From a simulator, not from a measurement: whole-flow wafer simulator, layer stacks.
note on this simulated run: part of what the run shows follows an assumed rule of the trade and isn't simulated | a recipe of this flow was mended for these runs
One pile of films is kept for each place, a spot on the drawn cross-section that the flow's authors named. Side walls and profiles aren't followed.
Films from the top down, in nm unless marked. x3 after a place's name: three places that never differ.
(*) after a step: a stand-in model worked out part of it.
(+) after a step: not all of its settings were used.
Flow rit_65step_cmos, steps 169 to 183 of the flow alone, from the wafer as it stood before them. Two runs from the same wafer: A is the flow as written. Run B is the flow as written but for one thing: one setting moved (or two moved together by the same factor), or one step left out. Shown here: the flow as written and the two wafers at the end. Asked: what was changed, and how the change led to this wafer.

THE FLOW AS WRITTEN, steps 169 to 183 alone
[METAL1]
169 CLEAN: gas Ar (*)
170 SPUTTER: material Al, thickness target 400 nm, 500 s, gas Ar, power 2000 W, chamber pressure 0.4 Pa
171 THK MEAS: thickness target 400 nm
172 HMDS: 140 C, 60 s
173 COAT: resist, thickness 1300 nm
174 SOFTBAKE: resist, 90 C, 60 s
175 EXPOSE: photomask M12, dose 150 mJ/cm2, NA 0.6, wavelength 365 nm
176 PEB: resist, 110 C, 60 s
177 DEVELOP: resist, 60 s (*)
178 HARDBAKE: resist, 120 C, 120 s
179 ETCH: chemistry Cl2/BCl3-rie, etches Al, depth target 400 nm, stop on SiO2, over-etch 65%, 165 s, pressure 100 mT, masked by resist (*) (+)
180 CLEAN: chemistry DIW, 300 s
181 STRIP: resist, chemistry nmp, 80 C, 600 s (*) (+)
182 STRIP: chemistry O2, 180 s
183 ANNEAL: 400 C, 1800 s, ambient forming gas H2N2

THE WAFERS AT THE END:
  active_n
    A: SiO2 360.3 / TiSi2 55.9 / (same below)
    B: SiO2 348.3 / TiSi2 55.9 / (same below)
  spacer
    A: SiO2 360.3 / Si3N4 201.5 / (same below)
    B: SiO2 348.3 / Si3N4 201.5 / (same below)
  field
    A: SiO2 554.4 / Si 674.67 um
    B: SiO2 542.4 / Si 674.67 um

The cause: step 170, SPUTTER: thickness target 304 nm was run, where the flow has thickness target 400 nm; step 170, SPUTTER: 380 s was run, where the flow has 500 s.

How the change led to this, step by step:
  170 SPUTTER: material Al, thickness target 400 nm, 500 s, gas Ar, power 2000 W, chamber pressure 0.4 Pa
      field, field_pw, field_nw and 10 more: A Al +400 (new film) | B Al +304 (new film)
      contact: A Al +255.4 (new film) | B Al +198 (new film)
  173 COAT: resist, thickness 1300 nm
      contact: A resist +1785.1 (new film) | B resist +1746.4 (new film)
  176 PEB: resist, 110 C, 60 s
      contact: A resist -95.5 | B resist -93.3
  178 HARDBAKE: resist, 120 C, 120 s
      contact: A resist -62.1 | B resist -60.6
  179 ETCH: chemistry Cl2/BCl3-rie, etches Al, depth target 400 nm, stop on SiO2, over-etch 65%, 165 s, pressure 100 mT, masked by resist (*) (+)
      field, field_pw, field_nw and 9 more: A Al -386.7 (all of it), SiO2 -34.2 | B Al -290.7 (all of it), SiO2 -46.2
  181 STRIP: resist, chemistry nmp, 80 C, 600 s (*) (+)
      contact: A resist -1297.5 (all of it) | B resist -1262.4 (all of it)
